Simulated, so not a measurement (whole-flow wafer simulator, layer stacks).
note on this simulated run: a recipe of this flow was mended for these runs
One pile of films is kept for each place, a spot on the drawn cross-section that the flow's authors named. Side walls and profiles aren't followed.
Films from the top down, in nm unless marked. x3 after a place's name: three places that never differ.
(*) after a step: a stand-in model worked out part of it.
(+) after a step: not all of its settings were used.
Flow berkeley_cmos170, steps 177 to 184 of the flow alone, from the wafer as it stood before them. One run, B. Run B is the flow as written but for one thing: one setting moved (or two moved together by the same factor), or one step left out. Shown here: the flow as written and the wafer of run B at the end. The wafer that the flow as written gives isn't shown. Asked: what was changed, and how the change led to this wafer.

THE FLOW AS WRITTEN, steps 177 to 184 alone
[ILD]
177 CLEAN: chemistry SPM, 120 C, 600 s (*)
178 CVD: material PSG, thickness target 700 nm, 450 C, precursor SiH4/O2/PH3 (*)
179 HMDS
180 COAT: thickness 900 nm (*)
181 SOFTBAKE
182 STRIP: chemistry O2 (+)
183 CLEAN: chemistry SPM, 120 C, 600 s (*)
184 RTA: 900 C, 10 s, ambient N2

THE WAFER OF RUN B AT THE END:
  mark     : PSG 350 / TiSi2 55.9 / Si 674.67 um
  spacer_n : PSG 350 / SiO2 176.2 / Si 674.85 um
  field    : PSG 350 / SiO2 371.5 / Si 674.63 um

The cause: step 178, CVD: thickness target 350 nm was run, where the flow has thickness target 700 nm.
It can be read off the wafer: mark has PSG 350, and step 178 as written asks for 700 nm.

How the change led to this, step by step:
  178 CVD: material PSG, thickness target 700 nm, 450 C, precursor SiH4/O2/PH3 (*)
      field, mark, sd_n and 10 more: PSG +350 (new film) (as written it would be: PSG +700 (new film))
